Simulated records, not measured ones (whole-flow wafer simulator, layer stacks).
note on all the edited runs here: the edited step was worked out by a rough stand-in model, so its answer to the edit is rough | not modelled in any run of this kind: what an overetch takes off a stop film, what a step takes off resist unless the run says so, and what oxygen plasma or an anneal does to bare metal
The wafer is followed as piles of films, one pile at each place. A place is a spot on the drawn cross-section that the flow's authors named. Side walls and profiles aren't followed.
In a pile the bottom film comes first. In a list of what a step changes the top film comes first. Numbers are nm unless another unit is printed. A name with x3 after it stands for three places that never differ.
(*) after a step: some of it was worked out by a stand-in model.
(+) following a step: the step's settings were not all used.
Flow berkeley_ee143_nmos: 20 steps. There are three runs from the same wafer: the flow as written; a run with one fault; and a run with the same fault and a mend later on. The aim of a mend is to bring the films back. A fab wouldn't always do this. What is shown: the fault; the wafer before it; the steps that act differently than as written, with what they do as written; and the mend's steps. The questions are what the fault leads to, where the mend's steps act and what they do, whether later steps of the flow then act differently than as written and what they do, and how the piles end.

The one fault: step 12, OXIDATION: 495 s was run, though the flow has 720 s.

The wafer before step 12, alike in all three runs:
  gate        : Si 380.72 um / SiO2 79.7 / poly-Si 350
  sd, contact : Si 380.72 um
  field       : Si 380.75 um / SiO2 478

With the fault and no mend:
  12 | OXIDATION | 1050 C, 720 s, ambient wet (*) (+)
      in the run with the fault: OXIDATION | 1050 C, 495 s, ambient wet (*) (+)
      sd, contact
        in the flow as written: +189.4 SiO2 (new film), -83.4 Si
        in the run with the fault: +144.1 SiO2 (new film), -63.4 Si
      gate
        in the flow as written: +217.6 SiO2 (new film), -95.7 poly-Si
        in the run with the fault: +169.3 SiO2 (new film), -74.5 poly-Si
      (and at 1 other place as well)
  Steps later in the flow that act otherwise than as written:
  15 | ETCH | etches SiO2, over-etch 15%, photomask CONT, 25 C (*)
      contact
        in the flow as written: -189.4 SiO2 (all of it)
        in the run with the fault: -144.1 SiO2 (all of it)
  The piles end different from the flow's at gate, sd, field by more than 2% or 0.5 nm, whichever is larger.
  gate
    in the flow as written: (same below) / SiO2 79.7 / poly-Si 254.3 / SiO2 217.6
    in the run with the fault: (same below) / SiO2 79.7 / poly-Si 275.5 / SiO2 169.3
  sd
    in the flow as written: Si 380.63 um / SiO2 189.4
    in the run with the fault: Si 380.65 um / SiO2 144.1
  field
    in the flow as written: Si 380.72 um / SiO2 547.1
    in the run with the fault: Si 380.72 um / SiO2 526.3

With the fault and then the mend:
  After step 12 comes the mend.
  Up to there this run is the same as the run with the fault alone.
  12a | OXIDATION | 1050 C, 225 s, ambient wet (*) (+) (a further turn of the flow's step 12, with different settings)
      sd, contact
        +45.3 SiO2, -20 Si
      gate
        +48.3 SiO2, -21.2 poly-Si
      field
        +20.8 SiO2, -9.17 Si
  Every later step of the flow that is run acts as written at every place that is followed.
  The piles end the same as the flow's at every place that both follow.
